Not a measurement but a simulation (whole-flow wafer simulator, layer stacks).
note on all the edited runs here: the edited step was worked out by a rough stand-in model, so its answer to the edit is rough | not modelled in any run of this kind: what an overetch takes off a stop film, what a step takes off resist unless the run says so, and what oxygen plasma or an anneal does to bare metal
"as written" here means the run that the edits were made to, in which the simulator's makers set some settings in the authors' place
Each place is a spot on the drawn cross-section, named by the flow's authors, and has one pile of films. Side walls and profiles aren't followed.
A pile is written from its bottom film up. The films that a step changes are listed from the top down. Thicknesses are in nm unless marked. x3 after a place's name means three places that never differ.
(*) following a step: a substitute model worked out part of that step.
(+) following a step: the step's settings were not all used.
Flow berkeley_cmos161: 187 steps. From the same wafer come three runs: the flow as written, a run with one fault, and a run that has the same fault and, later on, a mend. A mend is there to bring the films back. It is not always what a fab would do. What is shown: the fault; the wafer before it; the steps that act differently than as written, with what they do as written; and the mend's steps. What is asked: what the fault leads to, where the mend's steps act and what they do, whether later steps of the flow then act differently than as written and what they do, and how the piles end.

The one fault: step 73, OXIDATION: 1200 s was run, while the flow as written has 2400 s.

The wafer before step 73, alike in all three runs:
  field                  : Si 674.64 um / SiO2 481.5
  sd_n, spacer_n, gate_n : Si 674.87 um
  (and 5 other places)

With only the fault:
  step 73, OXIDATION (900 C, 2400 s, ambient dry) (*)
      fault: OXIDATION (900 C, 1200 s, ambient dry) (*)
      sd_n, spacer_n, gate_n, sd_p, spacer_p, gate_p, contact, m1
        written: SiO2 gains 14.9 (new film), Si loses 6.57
        fault: SiO2 gains 9.67 (new film), Si loses 4.25
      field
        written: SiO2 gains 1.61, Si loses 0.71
        fault: SiO2 gains 0.81, Si loses 0.35
  Steps later in the flow that act otherwise than as written (not shown: 49 more steps that differ only slightly, by at most 2% or 0.5 nm, whichever is larger):
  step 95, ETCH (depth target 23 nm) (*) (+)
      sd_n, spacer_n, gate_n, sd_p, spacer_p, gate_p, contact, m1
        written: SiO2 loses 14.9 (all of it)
        fault: SiO2 loses 9.67 (all of it)
  At the end the piles are close to the flow's at the places that both follow, differing by at most 2% or 0.5 nm, whichever is larger.

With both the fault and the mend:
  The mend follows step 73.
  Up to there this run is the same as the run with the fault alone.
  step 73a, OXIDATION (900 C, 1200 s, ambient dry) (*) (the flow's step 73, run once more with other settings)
      sd_n, spacer_n, gate_n, sd_p, spacer_p, gate_p, contact, m1
        SiO2 gains 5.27, Si loses 2.32
      field
        SiO2 gains 0.81, Si loses 0.35
  None of the later steps of the flow acts differently than as written at any place that is followed.
  At every place that both follow, the piles at the end match the flow's.
